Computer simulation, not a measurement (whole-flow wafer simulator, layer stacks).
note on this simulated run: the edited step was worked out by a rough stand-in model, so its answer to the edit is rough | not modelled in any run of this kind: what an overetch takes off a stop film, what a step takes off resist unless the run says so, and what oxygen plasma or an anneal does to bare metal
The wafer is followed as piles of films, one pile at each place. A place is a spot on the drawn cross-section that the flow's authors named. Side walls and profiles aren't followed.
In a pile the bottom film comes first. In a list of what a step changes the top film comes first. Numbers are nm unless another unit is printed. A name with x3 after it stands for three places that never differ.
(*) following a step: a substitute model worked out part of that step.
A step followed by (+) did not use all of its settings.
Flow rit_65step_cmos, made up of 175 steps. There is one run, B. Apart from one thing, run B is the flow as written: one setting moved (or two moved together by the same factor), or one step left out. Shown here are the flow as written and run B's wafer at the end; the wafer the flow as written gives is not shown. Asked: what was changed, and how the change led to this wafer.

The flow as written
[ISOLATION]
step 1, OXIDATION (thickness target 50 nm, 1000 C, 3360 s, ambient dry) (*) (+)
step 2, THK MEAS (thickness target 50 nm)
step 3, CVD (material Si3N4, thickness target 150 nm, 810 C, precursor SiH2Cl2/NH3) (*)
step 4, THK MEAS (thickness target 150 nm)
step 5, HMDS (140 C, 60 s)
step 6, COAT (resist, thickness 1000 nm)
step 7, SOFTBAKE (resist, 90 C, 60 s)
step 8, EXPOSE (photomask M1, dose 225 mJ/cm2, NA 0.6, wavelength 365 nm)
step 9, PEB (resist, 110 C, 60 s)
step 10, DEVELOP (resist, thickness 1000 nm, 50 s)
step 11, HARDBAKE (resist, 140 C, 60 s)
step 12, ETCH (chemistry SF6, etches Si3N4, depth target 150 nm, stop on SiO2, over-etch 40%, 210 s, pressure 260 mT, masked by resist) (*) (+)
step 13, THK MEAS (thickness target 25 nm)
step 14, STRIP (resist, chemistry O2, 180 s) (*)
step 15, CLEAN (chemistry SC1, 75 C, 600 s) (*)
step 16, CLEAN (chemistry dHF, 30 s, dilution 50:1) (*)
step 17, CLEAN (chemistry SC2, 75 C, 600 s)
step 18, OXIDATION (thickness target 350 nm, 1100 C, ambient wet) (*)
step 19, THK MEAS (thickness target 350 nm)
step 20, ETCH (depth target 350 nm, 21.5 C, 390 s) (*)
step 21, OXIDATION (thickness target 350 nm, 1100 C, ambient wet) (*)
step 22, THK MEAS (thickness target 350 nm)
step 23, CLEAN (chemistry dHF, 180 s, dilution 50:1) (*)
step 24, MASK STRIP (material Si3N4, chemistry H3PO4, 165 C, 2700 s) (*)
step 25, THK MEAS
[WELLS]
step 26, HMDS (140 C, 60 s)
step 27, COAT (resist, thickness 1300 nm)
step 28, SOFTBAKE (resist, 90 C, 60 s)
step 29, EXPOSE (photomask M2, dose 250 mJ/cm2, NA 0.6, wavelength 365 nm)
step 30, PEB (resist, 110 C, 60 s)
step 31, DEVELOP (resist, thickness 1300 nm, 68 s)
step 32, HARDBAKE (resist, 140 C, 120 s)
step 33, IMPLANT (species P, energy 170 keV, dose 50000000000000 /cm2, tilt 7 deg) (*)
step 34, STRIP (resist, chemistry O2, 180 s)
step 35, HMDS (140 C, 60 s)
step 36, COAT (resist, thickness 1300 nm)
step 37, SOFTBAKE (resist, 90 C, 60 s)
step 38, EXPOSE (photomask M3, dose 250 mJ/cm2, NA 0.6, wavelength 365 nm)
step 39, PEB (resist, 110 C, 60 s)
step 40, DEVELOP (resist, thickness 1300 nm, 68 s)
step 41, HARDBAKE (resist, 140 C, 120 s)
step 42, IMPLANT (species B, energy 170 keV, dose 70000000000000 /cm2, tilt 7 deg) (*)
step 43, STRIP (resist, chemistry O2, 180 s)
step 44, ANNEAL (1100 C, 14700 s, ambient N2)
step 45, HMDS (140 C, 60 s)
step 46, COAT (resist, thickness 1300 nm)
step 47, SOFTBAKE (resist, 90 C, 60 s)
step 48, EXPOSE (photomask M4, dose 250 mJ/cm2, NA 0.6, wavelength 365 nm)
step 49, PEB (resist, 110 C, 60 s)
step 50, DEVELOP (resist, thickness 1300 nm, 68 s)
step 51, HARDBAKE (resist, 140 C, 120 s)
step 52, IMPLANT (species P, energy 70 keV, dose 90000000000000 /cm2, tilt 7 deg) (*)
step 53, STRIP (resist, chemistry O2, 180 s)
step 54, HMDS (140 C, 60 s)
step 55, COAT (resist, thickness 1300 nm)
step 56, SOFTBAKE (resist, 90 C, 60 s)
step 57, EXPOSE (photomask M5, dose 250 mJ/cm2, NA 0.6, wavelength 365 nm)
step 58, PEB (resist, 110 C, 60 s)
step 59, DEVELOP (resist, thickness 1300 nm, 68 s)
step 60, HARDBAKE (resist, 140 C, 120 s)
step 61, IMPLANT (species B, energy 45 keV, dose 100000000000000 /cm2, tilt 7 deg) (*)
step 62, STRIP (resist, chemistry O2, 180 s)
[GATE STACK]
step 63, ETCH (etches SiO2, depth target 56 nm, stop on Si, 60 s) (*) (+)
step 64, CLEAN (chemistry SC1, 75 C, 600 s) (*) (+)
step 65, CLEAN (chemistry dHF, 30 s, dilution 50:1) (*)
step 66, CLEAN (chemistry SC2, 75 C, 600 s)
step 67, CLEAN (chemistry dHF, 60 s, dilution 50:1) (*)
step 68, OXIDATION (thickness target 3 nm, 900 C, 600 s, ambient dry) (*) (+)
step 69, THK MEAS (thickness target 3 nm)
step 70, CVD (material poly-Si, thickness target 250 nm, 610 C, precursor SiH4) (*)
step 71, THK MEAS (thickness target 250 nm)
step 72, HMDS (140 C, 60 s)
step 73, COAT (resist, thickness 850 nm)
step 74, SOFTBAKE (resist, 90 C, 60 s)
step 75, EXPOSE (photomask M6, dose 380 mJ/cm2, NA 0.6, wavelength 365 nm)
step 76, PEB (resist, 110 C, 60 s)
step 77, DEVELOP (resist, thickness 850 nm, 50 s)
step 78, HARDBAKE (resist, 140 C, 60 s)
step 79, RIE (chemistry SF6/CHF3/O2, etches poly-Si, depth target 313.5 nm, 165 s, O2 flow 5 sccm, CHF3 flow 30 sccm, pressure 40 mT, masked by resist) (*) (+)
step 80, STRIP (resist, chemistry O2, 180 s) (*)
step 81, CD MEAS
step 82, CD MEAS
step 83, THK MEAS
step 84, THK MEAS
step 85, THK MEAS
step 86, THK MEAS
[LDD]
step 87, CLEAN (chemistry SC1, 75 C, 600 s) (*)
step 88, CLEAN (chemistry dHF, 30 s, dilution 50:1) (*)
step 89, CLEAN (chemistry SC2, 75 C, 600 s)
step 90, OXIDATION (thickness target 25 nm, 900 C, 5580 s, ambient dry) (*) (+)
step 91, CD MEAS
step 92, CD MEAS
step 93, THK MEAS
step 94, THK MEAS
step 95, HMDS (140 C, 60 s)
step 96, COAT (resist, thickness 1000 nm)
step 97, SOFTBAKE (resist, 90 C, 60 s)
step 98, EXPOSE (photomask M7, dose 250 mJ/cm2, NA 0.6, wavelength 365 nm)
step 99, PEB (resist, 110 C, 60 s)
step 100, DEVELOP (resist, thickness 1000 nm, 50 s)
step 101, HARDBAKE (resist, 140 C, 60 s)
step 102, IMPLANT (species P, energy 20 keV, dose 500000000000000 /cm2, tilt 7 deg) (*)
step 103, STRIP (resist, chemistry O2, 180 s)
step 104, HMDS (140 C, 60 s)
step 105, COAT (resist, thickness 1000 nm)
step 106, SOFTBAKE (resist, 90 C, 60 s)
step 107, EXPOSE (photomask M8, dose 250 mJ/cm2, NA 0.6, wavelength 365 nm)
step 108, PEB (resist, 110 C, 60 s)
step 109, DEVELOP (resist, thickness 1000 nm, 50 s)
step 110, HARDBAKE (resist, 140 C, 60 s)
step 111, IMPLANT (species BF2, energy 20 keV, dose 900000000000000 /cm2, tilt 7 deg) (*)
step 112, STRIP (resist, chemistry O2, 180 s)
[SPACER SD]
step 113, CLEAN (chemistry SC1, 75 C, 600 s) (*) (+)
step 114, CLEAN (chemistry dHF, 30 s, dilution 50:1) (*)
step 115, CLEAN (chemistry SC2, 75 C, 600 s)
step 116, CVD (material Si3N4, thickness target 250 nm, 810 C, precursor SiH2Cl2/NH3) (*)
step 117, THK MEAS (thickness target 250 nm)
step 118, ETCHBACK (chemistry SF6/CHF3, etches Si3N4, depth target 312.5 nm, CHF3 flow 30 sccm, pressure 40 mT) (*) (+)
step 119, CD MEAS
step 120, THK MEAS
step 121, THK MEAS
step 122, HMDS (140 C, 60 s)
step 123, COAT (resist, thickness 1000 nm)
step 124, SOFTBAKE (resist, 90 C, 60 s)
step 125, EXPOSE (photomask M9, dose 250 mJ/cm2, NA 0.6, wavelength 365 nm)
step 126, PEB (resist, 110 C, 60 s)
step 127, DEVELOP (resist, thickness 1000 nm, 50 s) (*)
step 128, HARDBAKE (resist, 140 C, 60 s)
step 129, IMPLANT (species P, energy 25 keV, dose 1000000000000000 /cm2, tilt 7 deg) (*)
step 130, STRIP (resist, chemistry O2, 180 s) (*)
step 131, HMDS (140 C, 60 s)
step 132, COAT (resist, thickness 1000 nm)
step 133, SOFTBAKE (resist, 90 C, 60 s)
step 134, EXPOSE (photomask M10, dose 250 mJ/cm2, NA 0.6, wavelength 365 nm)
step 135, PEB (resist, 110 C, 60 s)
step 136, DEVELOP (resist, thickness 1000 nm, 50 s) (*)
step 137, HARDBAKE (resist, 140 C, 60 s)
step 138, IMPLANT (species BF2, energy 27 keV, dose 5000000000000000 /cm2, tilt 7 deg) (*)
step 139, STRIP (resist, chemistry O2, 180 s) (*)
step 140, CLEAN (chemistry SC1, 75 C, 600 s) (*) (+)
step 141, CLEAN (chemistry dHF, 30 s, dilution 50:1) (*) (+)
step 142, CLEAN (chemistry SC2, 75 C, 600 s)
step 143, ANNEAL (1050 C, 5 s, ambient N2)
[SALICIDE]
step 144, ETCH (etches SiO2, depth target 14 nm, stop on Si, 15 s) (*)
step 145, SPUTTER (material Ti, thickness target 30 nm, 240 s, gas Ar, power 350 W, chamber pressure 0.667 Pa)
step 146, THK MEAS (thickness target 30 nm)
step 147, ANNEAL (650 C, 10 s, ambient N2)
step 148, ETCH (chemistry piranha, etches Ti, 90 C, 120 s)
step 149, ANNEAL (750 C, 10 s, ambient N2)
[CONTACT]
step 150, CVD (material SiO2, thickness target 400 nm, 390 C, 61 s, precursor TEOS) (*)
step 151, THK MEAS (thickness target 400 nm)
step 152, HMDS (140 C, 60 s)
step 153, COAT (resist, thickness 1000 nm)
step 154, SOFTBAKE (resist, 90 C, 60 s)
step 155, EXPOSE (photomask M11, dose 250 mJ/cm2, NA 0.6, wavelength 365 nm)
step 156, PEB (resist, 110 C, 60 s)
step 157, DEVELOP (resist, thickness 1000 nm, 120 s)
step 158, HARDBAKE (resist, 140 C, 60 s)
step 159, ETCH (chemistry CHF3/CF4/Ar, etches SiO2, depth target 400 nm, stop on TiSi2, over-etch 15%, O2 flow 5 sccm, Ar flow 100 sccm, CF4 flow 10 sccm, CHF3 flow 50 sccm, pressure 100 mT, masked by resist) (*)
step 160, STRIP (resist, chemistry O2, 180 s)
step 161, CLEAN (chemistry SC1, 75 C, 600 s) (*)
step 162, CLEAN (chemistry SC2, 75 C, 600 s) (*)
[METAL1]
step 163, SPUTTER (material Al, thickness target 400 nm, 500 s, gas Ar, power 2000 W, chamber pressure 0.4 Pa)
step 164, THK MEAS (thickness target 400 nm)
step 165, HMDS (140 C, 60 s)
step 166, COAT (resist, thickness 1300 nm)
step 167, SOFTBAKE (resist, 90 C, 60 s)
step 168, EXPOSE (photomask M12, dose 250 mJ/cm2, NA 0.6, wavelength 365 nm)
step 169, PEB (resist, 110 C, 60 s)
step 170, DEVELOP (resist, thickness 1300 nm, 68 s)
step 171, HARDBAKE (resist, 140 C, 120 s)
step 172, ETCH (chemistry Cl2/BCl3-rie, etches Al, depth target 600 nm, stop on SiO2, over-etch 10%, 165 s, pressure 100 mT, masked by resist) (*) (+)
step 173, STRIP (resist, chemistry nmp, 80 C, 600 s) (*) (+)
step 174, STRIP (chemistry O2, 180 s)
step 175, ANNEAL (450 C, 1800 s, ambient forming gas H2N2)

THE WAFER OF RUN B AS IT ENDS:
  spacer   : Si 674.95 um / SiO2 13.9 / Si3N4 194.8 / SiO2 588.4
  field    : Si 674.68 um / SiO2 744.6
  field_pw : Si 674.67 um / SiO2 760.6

Cause: step 150, CVD: thickness target 625 nm was run, while the flow as written has thickness target 400 nm; step 150, CVD: 95 s was run, where the flow has 61 s.

The path from the change to this, step by step:
  step 150, CVD (material SiO2, thickness target 400 nm, 390 C, 61 s, precursor TEOS) (*)
      field, field_pw, field_nw, field_p: +625 SiO2 (as written it would have been: +400 SiO2)
      spacer, spacer_p: +625 SiO2 (new film) (as written it would have been: +400 SiO2 (new film))
      (also at 2 further places)
